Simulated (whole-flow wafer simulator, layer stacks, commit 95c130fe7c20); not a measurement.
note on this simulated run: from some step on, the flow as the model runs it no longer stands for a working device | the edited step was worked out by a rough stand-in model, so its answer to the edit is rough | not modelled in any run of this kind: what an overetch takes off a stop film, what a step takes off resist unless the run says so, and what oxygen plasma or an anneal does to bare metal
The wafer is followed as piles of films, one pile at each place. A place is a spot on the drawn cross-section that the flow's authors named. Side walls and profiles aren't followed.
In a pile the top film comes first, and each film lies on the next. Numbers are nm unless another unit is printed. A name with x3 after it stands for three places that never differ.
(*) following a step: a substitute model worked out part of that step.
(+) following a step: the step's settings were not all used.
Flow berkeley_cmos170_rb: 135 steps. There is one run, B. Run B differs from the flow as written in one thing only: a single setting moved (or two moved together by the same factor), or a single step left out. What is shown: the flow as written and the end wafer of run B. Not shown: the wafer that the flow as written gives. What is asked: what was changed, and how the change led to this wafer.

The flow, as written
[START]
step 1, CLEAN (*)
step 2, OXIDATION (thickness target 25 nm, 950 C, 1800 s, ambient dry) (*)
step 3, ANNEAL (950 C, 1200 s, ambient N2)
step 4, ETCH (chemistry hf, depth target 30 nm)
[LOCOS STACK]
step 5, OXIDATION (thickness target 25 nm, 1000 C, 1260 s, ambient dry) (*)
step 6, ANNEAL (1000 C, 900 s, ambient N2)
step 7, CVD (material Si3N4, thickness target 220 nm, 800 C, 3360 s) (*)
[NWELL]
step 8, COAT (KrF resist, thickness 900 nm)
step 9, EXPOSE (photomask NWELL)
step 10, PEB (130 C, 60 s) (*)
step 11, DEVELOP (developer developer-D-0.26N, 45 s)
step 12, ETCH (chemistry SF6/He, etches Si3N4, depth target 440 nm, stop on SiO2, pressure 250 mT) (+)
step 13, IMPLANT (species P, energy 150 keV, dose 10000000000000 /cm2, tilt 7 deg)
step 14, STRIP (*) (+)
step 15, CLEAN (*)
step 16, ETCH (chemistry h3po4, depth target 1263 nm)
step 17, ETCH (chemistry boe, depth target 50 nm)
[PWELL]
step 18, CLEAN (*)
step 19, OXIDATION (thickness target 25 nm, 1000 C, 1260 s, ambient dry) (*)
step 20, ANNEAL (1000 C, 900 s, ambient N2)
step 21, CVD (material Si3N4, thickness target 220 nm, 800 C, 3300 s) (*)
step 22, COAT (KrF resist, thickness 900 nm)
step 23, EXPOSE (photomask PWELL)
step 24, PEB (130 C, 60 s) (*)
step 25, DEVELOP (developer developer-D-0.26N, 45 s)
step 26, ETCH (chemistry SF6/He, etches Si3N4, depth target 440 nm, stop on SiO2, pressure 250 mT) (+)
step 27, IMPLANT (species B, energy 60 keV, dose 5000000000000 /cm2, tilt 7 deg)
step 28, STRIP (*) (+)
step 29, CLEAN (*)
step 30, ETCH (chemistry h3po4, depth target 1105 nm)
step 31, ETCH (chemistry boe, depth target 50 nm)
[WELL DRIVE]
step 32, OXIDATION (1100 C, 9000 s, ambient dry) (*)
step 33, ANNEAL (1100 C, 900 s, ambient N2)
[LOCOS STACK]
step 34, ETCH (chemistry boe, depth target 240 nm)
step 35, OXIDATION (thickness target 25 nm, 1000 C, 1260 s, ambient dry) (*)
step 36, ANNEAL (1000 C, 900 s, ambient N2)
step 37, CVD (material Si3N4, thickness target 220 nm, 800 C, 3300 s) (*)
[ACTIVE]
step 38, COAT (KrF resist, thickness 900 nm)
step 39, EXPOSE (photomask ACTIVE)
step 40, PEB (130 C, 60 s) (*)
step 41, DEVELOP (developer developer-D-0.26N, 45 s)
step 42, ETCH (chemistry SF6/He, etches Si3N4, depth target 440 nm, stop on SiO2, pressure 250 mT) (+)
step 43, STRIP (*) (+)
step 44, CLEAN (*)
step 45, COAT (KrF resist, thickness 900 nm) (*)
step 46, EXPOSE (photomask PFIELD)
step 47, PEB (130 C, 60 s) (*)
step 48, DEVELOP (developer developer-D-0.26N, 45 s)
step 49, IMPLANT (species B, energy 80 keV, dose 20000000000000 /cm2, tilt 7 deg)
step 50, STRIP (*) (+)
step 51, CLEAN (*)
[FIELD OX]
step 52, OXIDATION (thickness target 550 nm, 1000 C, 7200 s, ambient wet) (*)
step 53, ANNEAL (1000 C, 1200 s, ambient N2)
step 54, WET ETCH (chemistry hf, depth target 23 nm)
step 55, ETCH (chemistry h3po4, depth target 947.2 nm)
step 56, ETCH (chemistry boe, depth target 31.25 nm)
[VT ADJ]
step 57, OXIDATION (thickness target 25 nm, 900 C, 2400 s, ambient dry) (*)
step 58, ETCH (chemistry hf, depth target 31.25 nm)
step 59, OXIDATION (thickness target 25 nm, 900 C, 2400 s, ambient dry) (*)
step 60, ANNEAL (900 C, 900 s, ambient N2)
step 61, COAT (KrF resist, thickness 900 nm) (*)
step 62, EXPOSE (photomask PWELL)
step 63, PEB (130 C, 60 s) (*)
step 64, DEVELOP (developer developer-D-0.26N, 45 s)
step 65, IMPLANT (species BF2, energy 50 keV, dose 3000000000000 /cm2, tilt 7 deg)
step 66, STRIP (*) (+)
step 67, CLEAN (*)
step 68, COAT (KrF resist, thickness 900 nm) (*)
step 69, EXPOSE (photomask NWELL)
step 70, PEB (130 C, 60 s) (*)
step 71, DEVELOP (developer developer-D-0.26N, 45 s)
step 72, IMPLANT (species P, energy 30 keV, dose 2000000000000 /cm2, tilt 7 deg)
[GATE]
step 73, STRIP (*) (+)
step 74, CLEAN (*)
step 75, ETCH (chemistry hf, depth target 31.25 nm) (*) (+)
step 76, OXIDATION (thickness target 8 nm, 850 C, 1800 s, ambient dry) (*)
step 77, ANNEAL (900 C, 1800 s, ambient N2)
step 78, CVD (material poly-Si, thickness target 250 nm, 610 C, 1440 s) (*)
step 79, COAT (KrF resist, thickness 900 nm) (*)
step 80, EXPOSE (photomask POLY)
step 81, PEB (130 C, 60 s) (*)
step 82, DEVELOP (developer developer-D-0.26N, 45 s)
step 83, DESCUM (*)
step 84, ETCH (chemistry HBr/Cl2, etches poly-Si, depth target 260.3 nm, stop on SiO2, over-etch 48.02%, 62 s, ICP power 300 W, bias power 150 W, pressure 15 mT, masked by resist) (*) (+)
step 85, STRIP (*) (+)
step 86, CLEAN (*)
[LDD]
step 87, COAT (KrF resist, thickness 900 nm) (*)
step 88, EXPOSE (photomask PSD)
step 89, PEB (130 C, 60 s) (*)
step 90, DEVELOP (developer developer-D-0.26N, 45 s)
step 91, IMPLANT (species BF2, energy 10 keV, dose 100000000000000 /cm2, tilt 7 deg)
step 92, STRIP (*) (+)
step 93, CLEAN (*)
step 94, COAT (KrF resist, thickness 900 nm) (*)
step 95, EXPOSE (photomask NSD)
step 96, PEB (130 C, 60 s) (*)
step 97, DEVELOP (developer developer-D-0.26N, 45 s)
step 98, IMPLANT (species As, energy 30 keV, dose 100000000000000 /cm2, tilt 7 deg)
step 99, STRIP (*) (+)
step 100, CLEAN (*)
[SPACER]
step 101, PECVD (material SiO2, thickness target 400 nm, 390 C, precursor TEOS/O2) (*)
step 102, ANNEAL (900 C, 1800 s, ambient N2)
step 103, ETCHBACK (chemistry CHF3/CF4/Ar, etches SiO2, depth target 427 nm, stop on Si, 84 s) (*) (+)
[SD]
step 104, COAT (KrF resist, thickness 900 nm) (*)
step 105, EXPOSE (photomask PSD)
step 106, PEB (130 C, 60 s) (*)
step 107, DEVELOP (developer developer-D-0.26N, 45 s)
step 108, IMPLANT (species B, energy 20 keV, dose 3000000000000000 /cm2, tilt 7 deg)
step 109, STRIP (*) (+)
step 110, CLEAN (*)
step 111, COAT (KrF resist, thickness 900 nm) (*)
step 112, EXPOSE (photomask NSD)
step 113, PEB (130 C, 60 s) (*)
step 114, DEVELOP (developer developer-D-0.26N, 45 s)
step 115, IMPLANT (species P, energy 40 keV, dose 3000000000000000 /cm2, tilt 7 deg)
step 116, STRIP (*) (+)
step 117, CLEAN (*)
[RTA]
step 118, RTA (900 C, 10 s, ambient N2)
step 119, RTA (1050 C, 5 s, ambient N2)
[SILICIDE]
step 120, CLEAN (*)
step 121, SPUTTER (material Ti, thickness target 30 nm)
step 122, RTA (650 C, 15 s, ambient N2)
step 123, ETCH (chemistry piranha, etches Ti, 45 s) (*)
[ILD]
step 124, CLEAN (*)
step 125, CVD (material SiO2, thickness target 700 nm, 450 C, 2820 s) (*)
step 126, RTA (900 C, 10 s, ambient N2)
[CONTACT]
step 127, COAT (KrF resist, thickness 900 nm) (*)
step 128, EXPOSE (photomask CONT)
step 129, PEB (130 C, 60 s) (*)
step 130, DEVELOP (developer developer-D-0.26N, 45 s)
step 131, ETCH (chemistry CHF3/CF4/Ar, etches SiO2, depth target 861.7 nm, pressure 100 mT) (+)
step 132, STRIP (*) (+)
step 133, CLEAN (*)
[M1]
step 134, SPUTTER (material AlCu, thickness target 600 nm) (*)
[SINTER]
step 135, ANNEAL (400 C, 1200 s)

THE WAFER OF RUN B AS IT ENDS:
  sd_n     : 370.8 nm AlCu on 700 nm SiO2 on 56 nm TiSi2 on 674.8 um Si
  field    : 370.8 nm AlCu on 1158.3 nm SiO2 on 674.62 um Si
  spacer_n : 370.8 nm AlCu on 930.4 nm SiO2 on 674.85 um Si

Cause: step 134, SPUTTER: thickness target 370.8 nm was run, though the flow has thickness target 600 nm.
One can read it off the wafer: sd_n has AlCu 370.8, and step 134 as written asks for 600 nm.

How this came from the change, step by step:
  step 134, SPUTTER (material AlCu, thickness target 600 nm) (*)
      field, sd_n, spacer_n, gate, spacer_p, gate_p, m1: AlCu gains 370.8 (new film) (in the flow as written it would be: AlCu gains 600 (new film))
      sd_p: AlCu gains 331.5 (new film) (in the flow as written it would be: AlCu gains 545.9 (new film))
      (as well as at 1 more place)
